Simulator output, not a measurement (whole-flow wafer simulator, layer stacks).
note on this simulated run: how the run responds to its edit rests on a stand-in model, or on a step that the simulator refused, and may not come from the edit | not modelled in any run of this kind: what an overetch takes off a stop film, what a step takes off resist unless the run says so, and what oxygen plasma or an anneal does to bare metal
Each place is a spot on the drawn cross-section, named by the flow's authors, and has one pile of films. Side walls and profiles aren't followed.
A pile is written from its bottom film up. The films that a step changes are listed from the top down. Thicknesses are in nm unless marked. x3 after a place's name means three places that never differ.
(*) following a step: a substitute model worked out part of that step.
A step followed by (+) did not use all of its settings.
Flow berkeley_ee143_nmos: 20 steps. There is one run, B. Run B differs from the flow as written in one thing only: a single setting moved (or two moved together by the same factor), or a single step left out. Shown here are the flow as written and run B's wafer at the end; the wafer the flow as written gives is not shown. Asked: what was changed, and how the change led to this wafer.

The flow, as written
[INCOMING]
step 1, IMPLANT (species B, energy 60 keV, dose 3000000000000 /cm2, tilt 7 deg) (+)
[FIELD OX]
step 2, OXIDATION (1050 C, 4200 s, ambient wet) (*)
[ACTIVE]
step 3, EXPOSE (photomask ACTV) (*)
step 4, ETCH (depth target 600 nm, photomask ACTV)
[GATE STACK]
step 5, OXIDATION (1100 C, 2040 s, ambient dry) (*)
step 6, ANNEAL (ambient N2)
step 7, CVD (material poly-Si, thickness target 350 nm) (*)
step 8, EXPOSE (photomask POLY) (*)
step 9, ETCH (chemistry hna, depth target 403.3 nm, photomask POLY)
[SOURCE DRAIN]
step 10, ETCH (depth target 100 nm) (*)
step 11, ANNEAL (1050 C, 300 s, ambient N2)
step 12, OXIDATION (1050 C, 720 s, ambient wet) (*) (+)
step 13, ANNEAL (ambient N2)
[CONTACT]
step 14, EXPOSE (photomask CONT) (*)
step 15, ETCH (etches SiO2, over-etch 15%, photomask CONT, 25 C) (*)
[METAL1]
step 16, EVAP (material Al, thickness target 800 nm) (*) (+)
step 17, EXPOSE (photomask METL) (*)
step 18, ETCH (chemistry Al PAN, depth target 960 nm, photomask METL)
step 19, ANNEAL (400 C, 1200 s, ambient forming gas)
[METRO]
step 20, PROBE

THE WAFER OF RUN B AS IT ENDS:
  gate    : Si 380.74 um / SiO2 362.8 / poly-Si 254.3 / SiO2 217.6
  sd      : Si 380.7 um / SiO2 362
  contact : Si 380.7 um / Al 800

Cause: step 4, ETCH: depth target 221 nm was run, whereas the flow has depth target 600 nm.

The path from the change to this, step by step:
  step 4, ETCH (depth target 600 nm, photomask ACTV)
      gate, sd, contact: SiO2 loses 221 (in the flow as written it would be: SiO2 loses 566.4 (all of it))
  step 5, OXIDATION (1100 C, 2040 s, ambient dry) (*)
      gate, sd, contact: SiO2 gains 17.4, Si loses 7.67 (in the flow as written it would be: SiO2 gains 79.7 (new film), Si loses 35.1)
  step 10, ETCH (depth target 100 nm) (*)
      sd, contact: SiO2 loses 100 (in the flow as written it would be: SiO2 loses 79.7 (all of it))
  step 12, OXIDATION (1050 C, 720 s, ambient wet) (*) (+)
      sd, contact: SiO2 gains 99.2, Si loses 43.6 (in the flow as written it would be: SiO2 gains 189.4 (new film), Si loses 83.4)
  step 15, ETCH (etches SiO2, over-etch 15%, photomask CONT, 25 C) (*)
      contact: SiO2 loses 362 (all of it) (in the flow as written it would be: SiO2 loses 189.4 (all of it))
